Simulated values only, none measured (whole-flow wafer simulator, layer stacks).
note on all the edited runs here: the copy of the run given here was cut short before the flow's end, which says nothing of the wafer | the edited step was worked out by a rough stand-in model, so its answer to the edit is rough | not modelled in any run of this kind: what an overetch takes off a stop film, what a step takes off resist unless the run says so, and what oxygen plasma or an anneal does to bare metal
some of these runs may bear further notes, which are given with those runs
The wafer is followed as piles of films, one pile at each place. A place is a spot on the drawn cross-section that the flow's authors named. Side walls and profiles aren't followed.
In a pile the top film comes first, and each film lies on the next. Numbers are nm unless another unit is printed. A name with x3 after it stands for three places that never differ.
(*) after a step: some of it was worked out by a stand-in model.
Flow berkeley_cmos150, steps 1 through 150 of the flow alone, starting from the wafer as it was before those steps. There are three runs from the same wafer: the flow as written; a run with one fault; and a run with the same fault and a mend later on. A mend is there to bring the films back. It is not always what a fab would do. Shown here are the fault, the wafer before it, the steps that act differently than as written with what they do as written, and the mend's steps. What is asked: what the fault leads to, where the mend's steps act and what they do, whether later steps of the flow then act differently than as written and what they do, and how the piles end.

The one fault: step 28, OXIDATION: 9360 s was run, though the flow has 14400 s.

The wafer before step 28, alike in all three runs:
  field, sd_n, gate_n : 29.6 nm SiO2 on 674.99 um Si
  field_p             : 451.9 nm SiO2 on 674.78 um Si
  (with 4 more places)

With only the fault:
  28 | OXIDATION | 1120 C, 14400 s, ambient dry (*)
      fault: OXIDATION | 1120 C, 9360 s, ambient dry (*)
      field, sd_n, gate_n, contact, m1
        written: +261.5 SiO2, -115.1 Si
        fault: +198.3 SiO2, -87.3 Si
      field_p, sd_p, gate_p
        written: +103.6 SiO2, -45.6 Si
        fault: +69.4 SiO2, -30.5 Si
  Later steps of the flow acting differently than as written (45 more steps, not shown, differ only slightly: by at most 2% or 0.5 nm, whichever is larger):
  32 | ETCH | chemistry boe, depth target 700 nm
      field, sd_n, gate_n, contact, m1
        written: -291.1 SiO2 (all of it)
        fault: -227.9 SiO2 (all of it)
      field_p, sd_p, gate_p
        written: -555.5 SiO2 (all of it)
        fault: -521.3 SiO2 (all of it)
  The piles end only slightly different from the flow's at the places that both follow, by no more than 2% or 0.5 nm, whichever is larger.

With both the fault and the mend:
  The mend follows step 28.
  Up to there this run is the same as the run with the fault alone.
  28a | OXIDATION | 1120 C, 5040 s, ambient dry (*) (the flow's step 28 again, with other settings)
      field, sd_n, gate_n, contact, m1
        +63.2 SiO2, -27.8 Si
      field_p, sd_p, gate_p
        +34.2 SiO2, -15 Si
  Later steps of the flow that are run all act as written at every place that is followed.
  The piles end the same as the flow's at every place that both follow.
